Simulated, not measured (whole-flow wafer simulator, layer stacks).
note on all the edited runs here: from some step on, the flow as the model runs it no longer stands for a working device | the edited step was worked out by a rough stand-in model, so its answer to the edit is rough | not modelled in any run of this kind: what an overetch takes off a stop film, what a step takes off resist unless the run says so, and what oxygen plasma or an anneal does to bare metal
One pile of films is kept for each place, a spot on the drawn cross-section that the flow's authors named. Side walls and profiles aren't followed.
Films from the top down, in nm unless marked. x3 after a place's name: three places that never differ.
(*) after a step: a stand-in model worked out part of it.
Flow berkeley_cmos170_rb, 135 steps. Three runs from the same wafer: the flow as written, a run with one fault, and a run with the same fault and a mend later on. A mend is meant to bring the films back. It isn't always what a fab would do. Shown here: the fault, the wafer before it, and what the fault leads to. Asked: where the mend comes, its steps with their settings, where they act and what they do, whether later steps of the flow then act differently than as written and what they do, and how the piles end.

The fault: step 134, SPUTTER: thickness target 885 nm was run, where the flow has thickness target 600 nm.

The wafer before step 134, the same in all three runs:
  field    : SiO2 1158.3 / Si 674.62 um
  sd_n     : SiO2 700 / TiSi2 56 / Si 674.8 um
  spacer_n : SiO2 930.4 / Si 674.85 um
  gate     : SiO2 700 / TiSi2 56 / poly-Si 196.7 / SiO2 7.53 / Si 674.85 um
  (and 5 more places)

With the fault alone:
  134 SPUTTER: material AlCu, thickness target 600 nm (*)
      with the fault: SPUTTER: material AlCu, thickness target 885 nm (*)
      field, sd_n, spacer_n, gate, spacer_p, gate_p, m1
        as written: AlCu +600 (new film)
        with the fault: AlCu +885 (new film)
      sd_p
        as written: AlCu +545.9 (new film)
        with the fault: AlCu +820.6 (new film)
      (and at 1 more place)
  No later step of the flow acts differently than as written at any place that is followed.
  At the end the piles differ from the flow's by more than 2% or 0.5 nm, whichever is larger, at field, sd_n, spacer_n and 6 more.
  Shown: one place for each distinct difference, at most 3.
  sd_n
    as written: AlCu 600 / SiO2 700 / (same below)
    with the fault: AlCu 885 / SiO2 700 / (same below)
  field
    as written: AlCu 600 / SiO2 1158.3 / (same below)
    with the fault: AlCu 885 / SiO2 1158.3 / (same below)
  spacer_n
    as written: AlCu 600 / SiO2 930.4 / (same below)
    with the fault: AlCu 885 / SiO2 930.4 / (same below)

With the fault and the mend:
  The mend comes after step 134.
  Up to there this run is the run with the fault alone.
  134a ETCH: chemistry al pan, depth target 1018 nm
      field, sd_n, spacer_n, gate, spacer_p, gate_p, m1
        AlCu -885 (all of it)
      sd_p
        AlCu -820.6 (all of it)
      contact
        AlCu -598.1 (all of it)
  134b SPUTTER: material AlCu, thickness target 600 nm (*) (the flow's step 134 once more)
      field, sd_n, spacer_n, gate, spacer_p, gate_p, m1
        AlCu +600 (new film)
      sd_p
        AlCu +545.9 (new film)
      contact
        AlCu +415.1 (new film)
  No later step of the flow acts differently than as written at any place that is followed.
  At the end the piles are the same as the flow's at every place that both follow.
